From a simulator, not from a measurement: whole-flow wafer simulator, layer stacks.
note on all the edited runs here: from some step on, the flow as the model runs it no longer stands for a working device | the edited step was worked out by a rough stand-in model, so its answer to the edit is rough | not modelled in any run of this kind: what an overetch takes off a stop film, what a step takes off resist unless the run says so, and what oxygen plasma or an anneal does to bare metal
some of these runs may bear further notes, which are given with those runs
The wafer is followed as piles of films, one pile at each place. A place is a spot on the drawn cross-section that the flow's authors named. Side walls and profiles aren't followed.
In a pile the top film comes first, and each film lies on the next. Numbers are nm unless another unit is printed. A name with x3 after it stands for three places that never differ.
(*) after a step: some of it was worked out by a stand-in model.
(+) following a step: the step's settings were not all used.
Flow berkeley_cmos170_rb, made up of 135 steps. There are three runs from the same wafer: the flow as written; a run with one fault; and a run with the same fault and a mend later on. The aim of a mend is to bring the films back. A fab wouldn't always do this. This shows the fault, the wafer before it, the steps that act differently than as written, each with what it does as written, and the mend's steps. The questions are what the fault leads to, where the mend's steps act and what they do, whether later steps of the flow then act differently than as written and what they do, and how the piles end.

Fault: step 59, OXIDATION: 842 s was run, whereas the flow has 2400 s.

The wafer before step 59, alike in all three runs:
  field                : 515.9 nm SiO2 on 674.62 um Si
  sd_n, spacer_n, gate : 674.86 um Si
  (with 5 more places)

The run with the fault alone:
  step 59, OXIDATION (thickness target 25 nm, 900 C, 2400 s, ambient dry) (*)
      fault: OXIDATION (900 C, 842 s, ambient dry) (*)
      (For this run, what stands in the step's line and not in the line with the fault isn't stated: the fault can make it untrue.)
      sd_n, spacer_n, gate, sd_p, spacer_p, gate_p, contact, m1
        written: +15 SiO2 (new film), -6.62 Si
        fault: +7.85 SiO2 (new film), -3.46 Si
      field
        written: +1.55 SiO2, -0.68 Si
        fault: +0.54 SiO2, -0.24 Si
  Steps later in the flow that act otherwise than as written (31 more steps, not shown, differ only slightly: by at most 2% or 0.5 nm, whichever is larger):
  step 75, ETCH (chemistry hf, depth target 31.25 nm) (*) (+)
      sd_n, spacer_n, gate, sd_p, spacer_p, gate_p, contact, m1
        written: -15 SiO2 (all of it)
        fault: -7.85 SiO2 (all of it)
  The piles end only slightly different from the flow's at the places that both follow, by no more than 2% or 0.5 nm, whichever is larger.

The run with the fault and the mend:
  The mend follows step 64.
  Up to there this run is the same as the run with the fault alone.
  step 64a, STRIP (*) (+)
      sd_p
        -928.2 KrF resist (all of it)
      spacer_p
        -911.3 KrF resist (all of it)
      gate_p
        -910.4 KrF resist (all of it)
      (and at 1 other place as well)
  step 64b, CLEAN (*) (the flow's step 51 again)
      does not change any film at any place that is followed
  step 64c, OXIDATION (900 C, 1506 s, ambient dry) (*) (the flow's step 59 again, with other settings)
      sd_n, spacer_n, gate, sd_p, spacer_p, gate_p, contact, m1
        +7.2 SiO2, -3.17 Si
      field
        +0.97 SiO2, -0.43 Si
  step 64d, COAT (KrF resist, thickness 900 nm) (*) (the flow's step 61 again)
      field
        +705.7 KrF resist (new film)
      sd_n
        +957.4 KrF resist (new film)
      spacer_n
        +924.9 KrF resist (new film)
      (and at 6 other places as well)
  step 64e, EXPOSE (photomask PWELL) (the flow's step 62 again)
      does not change any film at any place that is followed
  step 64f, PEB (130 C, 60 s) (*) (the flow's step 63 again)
      does not change any film at any place that is followed
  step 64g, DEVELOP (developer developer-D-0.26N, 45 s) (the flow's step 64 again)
      sd_p, spacer_p, gate_p, m1
        -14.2 KrF resist
      field
        -705.7 KrF resist (all of it)
      sd_n
        -957.4 KrF resist (all of it)
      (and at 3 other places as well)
  None of the later steps of the flow differs from how it acts as written, at any place that is followed, by more than 2% or 0.5 nm, whichever is larger.
  The piles end only slightly different from the flow's at the places that both follow, by no more than 2% or 0.5 nm, whichever is larger.
